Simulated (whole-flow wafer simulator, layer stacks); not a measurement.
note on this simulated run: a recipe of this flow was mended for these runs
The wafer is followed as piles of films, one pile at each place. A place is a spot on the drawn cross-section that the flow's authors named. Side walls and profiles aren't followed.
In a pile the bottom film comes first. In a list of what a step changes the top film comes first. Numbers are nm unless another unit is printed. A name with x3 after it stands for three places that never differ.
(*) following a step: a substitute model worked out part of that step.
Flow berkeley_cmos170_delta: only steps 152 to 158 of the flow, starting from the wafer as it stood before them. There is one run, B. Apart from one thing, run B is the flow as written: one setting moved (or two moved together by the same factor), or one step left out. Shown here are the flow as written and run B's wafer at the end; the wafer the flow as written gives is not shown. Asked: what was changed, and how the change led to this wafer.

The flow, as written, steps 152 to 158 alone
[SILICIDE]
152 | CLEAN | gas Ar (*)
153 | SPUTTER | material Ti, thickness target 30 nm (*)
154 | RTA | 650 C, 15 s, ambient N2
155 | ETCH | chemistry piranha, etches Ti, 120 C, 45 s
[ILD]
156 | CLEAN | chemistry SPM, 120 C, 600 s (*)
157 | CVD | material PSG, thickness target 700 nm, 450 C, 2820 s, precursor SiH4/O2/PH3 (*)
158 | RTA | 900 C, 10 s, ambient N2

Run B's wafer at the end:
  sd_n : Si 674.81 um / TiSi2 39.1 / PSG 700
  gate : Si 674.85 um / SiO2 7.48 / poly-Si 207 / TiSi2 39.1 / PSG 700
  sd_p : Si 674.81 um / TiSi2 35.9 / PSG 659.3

The reason: step 153, SPUTTER: thickness target 21 nm was run, whereas the flow has thickness target 30 nm.

Step by step, how the change led to this:
  153 | SPUTTER | material Ti, thickness target 30 nm (*)
      field, sd_n, spacer_n, gate, spacer_p, gate_p, contact x2: +21 Ti (new film) (it would be, as written: +30 Ti (new film))
      sd_p: +19.3 Ti (new film) (it would be, as written: +27.5 Ti (new film))
  154 | RTA | 650 C, 15 s, ambient N2
      sd_n, contact x2: -16.4 Ti, +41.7 TiSi2 C49 (new film), -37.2 Si (it would be, as written: -23.4 Ti, +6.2 TiSi first (new film), +50.3 TiSi2 C49 (new film), -49 Si)
      gate, gate_p: -16.4 Ti, +41.7 TiSi2 C49 (new film), -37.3 poly-Si (it would be, as written: -23.4 Ti, +6.2 TiSi first (new film), +50.3 TiSi2 C49 (new film), -49.2 poly-Si)
      (also at 1 further place)
  155 | ETCH | chemistry piranha, etches Ti, 120 C, 45 s
      sd_n, gate, gate_p, contact x2: -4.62 Ti (all of it), -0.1 TiSi2 C49 (it would be, as written: -6.6 Ti (all of it), -0.1 TiSi first)
      sd_p: -4.24 Ti (all of it), -0.11 TiSi2 C49 (it would be, as written: -6.05 Ti (all of it), -0.1 TiSi first)
      (also at 3 further places)
  158 | RTA | 900 C, 10 s, ambient N2
      sd_n, contact x2: under 1 film: +39.1 TiSi2 (new film), -41.6 TiSi2 C49 (all of it) (it would be, as written: under 1 film: +55.9 TiSi2 (new film), -6.09 TiSi first (all of it), -50.3 TiSi2 C49 (all of it), -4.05 Si)
      gate, gate_p: under 1 film: +39.1 TiSi2 (new film), -41.6 TiSi2 C49 (all of it) (it would be, as written: under 1 film: +55.9 TiSi2 (new film), -6.09 TiSi first (all of it), -50.3 TiSi2 C49 (all of it), -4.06 poly-Si)
      (also at 1 further place)
